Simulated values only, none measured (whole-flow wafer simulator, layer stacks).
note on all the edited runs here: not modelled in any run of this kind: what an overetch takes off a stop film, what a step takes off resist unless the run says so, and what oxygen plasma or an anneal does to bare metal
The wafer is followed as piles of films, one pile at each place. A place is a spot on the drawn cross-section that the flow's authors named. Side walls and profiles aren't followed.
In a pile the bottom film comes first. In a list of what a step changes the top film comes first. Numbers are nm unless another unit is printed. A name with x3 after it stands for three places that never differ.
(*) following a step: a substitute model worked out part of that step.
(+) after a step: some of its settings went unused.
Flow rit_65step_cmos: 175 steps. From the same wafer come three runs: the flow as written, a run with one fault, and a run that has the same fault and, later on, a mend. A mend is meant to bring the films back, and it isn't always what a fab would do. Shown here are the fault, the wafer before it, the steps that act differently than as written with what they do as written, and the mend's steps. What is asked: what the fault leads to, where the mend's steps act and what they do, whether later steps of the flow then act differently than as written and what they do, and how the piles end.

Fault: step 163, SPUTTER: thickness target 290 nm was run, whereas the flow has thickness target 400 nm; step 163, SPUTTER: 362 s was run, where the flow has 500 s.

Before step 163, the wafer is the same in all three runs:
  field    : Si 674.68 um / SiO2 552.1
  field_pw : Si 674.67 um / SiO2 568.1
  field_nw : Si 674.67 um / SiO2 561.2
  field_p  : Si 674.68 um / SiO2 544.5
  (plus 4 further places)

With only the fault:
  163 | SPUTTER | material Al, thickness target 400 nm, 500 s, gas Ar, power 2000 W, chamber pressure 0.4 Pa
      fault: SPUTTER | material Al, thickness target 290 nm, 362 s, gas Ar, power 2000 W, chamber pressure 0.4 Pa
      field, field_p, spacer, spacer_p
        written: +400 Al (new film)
        fault: +290 Al (new film)
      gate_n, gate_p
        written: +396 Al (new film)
        fault: +290 Al (new film)
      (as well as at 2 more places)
  Steps further on in the flow that do not act as written (not shown: 3 more steps that differ only slightly, by at most 2% or 0.5 nm, whichever is larger):
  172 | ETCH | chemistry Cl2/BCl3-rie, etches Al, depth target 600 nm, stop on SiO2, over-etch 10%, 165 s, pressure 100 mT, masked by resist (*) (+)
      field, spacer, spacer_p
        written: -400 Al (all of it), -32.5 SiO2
        fault: -290 Al (all of it), -46.2 SiO2
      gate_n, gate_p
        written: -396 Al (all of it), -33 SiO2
        fault: -290 Al (all of it), -46.2 SiO2
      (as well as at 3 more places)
  At field, field_pw, field_nw, field_p, gate_n, gate_p, spacer, spacer_p, the piles at the end differ from the flow's by more than 2% or 0.5 nm, whichever is larger.
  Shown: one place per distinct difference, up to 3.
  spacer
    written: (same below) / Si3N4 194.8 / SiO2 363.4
    fault: (same below) / Si3N4 194.8 / SiO2 349.7
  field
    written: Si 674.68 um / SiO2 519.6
    fault: Si 674.68 um / SiO2 505.9
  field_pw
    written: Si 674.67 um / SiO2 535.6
    fault: Si 674.67 um / SiO2 521.9

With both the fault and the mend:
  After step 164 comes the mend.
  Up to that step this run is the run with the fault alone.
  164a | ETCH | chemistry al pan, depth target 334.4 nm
      field, field_p, gate_n, gate_p, spacer, spacer_p
        -290 Al (all of it)
      field_pw, field_nw
        -289.8 Al (all of it)
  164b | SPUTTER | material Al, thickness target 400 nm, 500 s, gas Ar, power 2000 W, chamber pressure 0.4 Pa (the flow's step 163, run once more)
      field, field_pw, field_p, spacer, spacer_p
        +400 Al (new film)
      gate_n, gate_p
        +396 Al (new film)
      field_nw
        +397.2 Al (new film)
  Every later step of the flow that is run acts as written at every place that is followed.
  At every place that both follow, the piles at the end match the flow's.
